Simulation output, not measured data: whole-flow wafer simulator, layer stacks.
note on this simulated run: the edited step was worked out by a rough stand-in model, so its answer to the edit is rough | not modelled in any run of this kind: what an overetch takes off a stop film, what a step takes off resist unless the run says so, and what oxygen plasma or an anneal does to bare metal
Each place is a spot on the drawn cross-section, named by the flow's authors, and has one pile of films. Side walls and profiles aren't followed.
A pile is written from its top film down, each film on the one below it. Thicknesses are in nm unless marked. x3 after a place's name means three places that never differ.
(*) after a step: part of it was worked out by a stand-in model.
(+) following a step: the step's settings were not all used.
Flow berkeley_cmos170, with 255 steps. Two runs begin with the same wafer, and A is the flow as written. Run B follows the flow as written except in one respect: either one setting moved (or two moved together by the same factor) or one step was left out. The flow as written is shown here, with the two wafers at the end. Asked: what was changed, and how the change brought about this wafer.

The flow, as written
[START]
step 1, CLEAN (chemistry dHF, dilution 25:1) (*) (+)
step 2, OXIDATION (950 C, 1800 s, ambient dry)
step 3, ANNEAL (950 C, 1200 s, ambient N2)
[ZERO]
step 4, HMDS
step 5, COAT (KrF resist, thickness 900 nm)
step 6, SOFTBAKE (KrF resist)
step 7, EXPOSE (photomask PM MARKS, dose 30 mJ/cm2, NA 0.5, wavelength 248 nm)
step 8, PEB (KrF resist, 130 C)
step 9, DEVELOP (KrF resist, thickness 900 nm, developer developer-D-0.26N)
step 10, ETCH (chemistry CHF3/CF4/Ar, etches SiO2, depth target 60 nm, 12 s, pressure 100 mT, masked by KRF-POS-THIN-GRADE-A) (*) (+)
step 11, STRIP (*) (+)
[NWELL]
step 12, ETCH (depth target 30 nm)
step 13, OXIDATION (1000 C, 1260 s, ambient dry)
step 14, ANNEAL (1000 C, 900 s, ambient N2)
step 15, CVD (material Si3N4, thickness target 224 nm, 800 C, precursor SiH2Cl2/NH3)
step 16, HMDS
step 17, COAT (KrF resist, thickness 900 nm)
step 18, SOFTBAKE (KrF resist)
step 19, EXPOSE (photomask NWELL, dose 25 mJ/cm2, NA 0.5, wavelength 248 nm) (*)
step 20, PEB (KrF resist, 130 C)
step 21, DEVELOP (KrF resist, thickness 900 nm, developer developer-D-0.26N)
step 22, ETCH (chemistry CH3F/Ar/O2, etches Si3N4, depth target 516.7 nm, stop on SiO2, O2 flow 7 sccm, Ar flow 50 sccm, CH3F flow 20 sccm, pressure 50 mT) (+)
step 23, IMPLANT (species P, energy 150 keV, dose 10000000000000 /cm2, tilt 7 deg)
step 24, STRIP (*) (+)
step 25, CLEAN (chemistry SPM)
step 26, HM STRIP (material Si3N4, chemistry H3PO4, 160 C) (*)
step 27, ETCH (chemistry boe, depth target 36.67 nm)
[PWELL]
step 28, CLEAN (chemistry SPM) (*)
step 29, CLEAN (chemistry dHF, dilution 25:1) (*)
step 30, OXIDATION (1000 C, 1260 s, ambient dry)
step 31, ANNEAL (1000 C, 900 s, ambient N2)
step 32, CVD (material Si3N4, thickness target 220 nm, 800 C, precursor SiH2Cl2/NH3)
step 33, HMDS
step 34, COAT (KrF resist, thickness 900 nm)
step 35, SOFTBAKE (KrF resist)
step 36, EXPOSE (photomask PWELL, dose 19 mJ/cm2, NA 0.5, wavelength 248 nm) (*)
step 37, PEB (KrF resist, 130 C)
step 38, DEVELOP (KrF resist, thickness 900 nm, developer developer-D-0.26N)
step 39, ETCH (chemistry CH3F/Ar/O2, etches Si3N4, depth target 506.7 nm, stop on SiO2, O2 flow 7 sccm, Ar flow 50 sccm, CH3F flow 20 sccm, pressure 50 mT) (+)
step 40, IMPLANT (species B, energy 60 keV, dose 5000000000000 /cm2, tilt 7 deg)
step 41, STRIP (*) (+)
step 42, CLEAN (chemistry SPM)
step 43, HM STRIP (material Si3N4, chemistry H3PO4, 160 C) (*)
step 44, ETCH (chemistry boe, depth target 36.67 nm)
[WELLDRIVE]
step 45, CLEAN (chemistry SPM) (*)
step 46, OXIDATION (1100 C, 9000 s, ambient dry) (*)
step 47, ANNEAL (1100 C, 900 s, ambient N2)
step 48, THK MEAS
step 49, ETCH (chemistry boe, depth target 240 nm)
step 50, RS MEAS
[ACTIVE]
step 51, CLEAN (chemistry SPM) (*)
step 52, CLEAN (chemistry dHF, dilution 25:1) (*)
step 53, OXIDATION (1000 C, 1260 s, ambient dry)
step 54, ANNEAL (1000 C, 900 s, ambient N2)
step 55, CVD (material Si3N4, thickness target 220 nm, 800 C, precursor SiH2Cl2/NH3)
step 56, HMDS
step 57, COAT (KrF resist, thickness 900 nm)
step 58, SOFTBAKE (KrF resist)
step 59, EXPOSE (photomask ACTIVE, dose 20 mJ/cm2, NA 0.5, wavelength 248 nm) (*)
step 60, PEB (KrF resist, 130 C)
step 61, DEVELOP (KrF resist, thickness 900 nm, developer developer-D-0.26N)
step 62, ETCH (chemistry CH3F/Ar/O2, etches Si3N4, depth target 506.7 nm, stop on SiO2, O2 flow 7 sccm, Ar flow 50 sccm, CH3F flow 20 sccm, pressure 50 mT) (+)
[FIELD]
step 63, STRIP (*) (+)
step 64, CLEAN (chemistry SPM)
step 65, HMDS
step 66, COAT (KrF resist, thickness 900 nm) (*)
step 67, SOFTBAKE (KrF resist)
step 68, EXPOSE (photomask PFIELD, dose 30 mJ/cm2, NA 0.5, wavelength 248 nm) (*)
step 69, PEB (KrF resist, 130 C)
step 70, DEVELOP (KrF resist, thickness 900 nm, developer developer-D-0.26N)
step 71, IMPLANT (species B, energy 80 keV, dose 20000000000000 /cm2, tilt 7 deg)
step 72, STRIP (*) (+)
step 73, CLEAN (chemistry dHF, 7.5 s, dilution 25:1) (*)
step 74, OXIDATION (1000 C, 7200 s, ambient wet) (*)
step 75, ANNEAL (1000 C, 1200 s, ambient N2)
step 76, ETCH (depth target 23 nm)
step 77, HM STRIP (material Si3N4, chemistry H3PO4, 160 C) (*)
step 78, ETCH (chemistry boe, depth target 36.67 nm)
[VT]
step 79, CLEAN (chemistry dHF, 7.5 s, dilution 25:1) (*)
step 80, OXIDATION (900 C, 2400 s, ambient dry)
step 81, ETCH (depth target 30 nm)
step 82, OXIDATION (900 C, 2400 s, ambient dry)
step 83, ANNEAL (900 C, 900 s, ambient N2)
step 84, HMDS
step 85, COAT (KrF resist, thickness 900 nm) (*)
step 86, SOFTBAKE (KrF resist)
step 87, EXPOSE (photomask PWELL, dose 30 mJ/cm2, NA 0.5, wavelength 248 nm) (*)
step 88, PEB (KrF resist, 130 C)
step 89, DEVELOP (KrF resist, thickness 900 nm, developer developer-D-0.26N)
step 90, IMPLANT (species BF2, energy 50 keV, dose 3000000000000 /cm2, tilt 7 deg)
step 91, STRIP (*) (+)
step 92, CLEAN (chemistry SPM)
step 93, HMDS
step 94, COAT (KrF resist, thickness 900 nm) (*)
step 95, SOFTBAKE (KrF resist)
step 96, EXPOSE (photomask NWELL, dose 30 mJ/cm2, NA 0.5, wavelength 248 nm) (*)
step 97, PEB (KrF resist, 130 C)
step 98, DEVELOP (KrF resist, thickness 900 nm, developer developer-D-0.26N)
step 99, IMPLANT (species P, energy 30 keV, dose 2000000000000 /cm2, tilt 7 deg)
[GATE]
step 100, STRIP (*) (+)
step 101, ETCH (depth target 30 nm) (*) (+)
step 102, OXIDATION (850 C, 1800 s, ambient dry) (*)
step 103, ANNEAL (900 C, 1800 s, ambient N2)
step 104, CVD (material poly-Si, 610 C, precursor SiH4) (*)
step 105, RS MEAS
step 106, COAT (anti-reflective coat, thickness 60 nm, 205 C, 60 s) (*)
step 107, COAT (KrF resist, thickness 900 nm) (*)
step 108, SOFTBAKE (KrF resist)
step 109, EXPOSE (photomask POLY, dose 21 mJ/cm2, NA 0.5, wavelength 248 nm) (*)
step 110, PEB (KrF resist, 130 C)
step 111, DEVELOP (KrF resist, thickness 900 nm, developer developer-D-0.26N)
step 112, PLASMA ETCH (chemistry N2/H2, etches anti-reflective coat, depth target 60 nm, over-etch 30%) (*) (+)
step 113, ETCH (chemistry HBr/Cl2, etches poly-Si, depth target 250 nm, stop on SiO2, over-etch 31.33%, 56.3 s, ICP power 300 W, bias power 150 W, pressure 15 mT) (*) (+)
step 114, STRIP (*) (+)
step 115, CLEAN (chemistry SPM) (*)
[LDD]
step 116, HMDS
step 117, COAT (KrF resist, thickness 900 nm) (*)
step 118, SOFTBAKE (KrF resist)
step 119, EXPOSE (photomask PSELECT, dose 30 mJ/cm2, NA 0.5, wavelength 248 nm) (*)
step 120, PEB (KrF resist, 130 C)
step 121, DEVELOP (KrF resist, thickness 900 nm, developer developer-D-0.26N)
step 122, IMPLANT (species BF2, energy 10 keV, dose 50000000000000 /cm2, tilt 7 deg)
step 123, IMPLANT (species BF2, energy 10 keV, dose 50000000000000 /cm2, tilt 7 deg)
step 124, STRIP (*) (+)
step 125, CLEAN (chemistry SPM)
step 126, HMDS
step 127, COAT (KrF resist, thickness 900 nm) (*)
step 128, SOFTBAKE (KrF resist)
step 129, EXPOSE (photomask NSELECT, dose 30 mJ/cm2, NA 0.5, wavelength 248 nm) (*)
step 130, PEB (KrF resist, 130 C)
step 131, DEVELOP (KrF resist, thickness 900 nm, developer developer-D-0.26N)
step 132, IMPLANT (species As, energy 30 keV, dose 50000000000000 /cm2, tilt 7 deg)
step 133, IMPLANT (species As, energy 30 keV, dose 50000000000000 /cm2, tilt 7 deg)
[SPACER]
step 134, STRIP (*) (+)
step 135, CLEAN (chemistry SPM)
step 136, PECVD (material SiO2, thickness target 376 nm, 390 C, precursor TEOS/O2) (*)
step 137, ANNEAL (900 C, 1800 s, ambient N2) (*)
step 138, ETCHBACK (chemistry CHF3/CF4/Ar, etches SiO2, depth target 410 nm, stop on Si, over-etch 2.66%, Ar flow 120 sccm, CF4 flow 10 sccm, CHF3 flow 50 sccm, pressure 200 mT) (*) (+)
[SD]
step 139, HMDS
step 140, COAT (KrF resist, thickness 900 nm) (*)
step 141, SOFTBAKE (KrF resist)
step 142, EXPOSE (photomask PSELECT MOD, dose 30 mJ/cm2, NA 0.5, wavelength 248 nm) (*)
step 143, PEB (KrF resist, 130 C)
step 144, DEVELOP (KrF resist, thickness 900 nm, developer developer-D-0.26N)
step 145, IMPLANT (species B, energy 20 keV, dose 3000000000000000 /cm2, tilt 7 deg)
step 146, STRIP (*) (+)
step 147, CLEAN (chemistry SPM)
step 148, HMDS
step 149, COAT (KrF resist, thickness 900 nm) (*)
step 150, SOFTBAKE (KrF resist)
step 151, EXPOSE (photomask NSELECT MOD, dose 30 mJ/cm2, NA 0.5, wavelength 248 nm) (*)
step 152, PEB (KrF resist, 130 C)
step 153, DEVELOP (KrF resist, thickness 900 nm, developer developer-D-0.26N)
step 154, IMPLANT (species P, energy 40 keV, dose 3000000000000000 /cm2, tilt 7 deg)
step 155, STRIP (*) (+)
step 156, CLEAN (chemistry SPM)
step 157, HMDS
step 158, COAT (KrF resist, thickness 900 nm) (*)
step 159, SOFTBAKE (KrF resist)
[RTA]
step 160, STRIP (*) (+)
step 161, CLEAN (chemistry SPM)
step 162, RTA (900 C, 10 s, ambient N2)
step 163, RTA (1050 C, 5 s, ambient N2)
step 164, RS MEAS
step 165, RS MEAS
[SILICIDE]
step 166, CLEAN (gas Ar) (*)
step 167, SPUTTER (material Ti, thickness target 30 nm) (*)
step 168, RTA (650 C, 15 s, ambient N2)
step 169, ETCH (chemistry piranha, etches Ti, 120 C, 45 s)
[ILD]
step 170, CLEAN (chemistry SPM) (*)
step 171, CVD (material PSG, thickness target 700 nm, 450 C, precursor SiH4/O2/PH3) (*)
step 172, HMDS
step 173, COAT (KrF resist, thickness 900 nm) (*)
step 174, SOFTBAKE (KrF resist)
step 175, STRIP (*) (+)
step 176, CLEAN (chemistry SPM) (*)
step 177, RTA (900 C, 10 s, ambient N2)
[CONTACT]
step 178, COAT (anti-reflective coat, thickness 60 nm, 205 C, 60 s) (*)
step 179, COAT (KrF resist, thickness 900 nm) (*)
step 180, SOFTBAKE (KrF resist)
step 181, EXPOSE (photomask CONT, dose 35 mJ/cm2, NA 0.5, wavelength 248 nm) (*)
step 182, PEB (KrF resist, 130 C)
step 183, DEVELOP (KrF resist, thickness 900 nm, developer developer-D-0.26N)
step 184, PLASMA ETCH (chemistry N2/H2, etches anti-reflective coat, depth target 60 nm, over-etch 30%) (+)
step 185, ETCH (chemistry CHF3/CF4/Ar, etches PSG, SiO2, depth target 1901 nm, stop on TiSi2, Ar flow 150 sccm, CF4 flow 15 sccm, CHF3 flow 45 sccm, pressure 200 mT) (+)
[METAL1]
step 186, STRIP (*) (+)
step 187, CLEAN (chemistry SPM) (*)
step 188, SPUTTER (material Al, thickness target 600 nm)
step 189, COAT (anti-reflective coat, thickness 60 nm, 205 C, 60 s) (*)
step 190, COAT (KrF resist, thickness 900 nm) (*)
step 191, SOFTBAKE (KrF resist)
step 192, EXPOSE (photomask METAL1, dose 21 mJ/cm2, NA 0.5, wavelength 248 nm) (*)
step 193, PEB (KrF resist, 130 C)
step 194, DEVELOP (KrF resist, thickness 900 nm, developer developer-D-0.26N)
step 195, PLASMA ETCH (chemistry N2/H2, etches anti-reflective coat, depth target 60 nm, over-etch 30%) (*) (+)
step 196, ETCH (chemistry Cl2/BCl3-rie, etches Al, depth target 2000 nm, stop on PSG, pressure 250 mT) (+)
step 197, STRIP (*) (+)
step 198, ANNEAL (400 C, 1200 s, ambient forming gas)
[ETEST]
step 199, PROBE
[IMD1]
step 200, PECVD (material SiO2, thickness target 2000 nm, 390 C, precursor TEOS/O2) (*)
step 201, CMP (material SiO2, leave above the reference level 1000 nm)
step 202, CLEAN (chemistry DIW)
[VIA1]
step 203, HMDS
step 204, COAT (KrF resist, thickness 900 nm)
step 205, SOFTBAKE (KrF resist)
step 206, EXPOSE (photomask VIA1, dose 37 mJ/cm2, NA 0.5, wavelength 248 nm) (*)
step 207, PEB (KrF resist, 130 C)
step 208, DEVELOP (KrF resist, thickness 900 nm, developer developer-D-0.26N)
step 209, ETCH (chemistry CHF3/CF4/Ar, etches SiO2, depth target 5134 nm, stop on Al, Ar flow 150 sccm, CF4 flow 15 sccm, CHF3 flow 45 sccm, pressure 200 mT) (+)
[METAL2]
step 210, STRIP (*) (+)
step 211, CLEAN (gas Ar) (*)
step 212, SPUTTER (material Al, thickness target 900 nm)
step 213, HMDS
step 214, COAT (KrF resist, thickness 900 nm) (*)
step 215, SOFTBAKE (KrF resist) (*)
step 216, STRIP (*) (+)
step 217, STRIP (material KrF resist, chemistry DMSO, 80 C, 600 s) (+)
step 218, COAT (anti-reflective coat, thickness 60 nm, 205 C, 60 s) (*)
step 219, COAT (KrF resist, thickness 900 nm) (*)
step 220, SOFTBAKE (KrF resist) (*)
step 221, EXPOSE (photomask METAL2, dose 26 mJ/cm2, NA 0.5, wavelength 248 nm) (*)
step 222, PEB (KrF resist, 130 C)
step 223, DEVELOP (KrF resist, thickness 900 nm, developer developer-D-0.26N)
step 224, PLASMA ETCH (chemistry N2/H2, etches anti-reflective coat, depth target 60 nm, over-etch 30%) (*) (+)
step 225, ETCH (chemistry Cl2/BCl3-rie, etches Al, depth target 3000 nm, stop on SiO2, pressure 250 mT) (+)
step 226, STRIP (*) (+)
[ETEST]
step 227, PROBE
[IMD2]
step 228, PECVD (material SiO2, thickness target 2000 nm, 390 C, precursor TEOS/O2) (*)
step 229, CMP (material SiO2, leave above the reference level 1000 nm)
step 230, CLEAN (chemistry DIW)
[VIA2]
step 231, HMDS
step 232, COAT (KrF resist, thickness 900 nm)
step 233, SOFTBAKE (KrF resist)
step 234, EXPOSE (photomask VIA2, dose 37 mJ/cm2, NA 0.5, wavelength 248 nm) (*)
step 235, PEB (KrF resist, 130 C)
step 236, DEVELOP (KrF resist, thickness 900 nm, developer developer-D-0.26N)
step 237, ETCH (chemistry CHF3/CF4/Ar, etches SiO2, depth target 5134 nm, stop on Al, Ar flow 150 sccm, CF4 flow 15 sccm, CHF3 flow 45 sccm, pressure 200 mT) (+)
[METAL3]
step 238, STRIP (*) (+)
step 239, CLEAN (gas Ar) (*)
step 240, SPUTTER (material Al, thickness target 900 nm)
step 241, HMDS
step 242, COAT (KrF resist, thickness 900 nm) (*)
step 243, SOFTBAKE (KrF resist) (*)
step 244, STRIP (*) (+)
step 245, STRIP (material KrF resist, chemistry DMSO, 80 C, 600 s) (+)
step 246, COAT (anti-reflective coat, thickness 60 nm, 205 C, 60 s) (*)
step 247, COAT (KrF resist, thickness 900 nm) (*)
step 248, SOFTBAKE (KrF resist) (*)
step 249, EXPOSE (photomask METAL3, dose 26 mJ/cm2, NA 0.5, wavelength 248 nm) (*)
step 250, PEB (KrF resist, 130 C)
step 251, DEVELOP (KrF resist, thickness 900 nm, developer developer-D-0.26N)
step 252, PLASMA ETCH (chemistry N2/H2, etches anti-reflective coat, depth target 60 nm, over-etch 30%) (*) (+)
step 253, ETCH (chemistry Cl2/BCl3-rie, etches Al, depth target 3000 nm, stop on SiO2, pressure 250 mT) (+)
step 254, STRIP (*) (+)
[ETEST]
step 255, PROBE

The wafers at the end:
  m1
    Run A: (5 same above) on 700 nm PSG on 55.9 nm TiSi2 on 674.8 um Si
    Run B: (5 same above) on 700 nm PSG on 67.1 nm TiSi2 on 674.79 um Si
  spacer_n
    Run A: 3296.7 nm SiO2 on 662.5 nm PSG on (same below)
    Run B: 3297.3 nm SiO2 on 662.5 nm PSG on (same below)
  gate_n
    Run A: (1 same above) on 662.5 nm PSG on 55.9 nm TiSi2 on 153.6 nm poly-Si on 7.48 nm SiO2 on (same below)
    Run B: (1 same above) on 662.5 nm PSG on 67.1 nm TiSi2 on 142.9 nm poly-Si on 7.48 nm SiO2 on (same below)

Cause: step 167, SPUTTER: thickness target 36 nm was run, while the flow as written has thickness target 30 nm.

The path from the change to this, step by step:
  step 167, SPUTTER (material Ti, thickness target 30 nm) (*)
      field, sd_n, spacer_n and 9 more: A Ti gains 30 (new film) | B Ti gains 36 (new film)
  step 168, RTA (650 C, 15 s, ambient N2)
      sd_n, sd_p, contact, m1, via1, m2, via2: A Ti loses 23.4, TiSi first gains 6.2 (new film), TiSi2 C49 gains 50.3 (new film), Si loses 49 | B Ti loses 28.1, TiSi first gains 18.8 (new film), TiSi2 C49 gains 43.5 (new film), Si loses 51.3
      gate_n, gate_p: A Ti loses 23.4, TiSi first gains 6.2 (new film), TiSi2 C49 gains 50.3 (new film), poly-Si loses 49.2 | B Ti loses 28.1, TiSi first gains 18.8 (new film), TiSi2 C49 gains 43.5 (new film), poly-Si loses 51.5
  step 169, ETCH (chemistry piranha, etches Ti, 120 C, 45 s)
      sd_n, gate_n, sd_p and 6 more: A Ti loses 6.6 (all of it), TiSi first loses 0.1 | B Ti loses 7.92 (all of it), TiSi first loses 0.1
      field, spacer_n, spacer_p: A Ti loses 30 (all of it) | B Ti loses 36 (all of it)
  step 177, RTA (900 C, 10 s, ambient N2)
      sd_n, sd_p, contact, m1, via1, m2, via2: A under 1 film: TiSi2 gains 55.9 (new film), TiSi first loses 6.09 (all of it), TiSi2 C49 loses 50.3 (all of it), Si loses 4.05 | B under 1 film: TiSi2 gains 67.1 (new film), TiSi first loses 18.7 (all of it), TiSi2 C49 loses 43.5 (all of it), Si loses 12.4
      gate_n, gate_p: A under 1 film: TiSi2 gains 55.9 (new film), TiSi first loses 6.09 (all of it), TiSi2 C49 loses 50.3 (all of it), poly-Si loses 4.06 | B under 1 film: TiSi2 gains 67.1 (new film), TiSi first loses 18.7 (all of it), TiSi2 C49 loses 43.5 (all of it), poly-Si loses 12.5
